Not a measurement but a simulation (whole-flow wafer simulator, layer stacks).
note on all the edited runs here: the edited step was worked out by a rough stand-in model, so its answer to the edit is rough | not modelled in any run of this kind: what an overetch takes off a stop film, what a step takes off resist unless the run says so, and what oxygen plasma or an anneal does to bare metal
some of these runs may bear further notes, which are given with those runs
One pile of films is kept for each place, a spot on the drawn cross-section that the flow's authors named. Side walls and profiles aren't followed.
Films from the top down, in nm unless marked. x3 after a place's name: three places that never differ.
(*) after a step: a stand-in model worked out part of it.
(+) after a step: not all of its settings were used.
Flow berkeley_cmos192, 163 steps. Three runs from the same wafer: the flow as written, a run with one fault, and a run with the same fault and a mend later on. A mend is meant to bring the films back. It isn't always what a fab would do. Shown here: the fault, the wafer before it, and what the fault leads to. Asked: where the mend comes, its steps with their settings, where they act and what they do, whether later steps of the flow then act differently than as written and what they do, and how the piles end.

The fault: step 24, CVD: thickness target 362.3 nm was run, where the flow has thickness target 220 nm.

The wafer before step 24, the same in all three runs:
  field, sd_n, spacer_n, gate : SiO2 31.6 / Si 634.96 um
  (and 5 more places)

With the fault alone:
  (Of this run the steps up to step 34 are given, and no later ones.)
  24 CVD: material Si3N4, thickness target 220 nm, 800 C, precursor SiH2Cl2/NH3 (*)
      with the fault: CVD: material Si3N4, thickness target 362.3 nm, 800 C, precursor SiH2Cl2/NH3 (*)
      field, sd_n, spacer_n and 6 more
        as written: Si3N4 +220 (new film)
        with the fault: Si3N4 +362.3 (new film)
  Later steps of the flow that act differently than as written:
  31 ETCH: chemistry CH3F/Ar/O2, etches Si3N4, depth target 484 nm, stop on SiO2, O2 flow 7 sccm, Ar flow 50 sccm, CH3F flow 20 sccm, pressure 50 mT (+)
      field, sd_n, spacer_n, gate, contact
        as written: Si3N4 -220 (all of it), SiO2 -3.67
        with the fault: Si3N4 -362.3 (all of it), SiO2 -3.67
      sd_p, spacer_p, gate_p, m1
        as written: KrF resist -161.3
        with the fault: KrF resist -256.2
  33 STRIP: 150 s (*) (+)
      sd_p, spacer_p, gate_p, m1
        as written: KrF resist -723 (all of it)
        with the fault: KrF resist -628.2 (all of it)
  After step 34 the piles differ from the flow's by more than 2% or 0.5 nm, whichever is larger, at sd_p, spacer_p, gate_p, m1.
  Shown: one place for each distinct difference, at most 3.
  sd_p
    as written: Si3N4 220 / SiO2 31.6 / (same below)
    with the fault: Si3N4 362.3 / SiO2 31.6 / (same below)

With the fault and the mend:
  The mend comes after step 24.
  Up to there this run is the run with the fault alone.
  24a ETCH: chemistry h3po4, depth target 416.6 nm
      field, sd_n, spacer_n and 6 more
        Si3N4 -362.3 (all of it)
  24b CLEAN: chemistry SPM (the flow's step 17 once more)
      changes no film at any place that is followed
  24c CVD: material Si3N4, thickness target 220 nm, 800 C, precursor SiH2Cl2/NH3 (*) (the flow's step 24 once more)
      field, sd_n, spacer_n and 6 more
        Si3N4 +220 (new film)
  No later step of the flow acts differently than as written at any place that is followed.
  At the end the piles are the same as the flow's at every place that both follow.
